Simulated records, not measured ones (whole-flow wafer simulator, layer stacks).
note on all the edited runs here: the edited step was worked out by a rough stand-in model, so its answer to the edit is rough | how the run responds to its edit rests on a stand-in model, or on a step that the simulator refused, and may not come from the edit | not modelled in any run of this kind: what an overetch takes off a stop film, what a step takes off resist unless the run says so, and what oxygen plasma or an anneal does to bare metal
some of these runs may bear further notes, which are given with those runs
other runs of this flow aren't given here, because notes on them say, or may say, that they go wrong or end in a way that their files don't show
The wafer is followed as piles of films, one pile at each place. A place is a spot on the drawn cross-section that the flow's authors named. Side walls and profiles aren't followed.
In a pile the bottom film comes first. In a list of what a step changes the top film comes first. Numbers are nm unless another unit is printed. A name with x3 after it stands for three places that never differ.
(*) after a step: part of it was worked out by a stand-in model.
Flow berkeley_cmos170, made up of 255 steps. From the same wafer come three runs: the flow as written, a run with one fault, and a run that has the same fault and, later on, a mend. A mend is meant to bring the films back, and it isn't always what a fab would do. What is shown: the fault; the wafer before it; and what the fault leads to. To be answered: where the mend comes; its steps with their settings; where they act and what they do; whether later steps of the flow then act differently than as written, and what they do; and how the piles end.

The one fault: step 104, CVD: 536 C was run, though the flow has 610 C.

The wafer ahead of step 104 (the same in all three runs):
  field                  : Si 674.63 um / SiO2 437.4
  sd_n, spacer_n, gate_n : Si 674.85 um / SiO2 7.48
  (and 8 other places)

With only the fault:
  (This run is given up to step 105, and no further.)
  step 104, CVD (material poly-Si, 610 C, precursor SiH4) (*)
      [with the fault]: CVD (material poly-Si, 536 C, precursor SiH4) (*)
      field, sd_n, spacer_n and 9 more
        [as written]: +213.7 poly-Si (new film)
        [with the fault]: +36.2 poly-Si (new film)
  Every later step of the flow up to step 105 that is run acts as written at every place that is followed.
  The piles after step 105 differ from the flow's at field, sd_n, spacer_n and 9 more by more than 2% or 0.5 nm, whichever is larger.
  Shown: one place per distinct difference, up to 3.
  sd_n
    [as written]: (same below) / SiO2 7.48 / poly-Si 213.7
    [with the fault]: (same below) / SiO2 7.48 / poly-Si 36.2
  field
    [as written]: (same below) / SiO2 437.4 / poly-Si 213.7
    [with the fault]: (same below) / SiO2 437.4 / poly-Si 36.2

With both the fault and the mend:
  After step 105 comes the mend.
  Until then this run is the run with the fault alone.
  step 105a, CVD (material poly-Si, 610 C, precursor SiH4) (*) (the flow's step 104 again, with other settings that aren't printed)
      field, sd_n, spacer_n and 9 more
        +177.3 poly-Si
  Every later step of the flow that is run acts as written, at every place that is followed, to within 2% or 0.5 nm, whichever is larger.
  The piles end only slightly different from the flow's at the places that both follow, by no more than 2% or 0.5 nm, whichever is larger.
